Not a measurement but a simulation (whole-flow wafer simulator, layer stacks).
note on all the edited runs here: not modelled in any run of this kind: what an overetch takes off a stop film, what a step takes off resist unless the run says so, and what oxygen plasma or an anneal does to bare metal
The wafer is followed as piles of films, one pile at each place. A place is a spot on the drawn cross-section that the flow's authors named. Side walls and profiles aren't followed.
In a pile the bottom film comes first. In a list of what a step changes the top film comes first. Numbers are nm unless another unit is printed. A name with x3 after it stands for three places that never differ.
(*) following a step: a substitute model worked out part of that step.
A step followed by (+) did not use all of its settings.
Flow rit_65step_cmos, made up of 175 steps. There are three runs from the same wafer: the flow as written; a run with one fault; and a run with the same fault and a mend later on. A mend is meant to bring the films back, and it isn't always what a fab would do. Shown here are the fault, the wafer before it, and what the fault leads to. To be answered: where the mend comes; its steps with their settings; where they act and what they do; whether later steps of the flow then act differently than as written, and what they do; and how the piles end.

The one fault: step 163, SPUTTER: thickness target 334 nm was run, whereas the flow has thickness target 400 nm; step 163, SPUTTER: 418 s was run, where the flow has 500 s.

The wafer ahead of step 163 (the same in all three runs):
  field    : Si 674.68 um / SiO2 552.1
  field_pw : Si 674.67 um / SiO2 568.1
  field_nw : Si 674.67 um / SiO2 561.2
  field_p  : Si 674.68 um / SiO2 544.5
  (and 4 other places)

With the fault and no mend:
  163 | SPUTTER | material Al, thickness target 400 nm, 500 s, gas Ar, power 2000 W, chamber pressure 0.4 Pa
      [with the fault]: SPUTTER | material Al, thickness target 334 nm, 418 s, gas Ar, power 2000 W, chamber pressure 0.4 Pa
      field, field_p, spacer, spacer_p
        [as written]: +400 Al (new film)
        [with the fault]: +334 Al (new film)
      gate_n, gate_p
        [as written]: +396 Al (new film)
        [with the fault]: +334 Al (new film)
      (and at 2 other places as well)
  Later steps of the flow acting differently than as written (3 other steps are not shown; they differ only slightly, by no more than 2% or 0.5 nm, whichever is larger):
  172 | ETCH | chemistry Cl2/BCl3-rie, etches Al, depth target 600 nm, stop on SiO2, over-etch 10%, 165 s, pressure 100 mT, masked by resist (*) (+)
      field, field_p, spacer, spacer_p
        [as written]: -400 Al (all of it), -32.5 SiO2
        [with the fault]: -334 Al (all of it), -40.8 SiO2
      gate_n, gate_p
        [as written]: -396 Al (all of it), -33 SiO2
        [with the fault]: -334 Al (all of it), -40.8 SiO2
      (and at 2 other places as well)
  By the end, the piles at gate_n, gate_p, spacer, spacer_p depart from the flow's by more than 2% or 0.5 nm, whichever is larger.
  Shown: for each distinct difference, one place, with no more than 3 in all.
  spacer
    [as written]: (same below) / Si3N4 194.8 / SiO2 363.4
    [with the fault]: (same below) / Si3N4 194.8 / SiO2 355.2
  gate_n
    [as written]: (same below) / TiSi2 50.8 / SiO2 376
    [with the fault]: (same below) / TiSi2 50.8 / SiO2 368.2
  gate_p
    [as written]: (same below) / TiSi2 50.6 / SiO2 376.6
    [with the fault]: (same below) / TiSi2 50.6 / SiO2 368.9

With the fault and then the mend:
  After step 164 comes the mend.
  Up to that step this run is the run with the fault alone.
  164a | ETCH | chemistry al pan, depth target 384.9 nm
      field, field_p, gate_n, gate_p, spacer, spacer_p
        -334 Al (all of it)
      field_pw
        -333 Al (all of it)
      field_nw
        -333.6 Al (all of it)
  164b | SPUTTER | material Al, thickness target 400 nm, 500 s, gas Ar, power 2000 W, chamber pressure 0.4 Pa (the flow's step 163 again)
      field, field_pw, field_p, spacer, spacer_p
        +400 Al (new film)
      gate_n, gate_p
        +396 Al (new film)
      field_nw
        +397.2 Al (new film)
  Later steps of the flow that are run all act as written at every place that is followed.
  At every place that both follow, the piles at the end match the flow's.
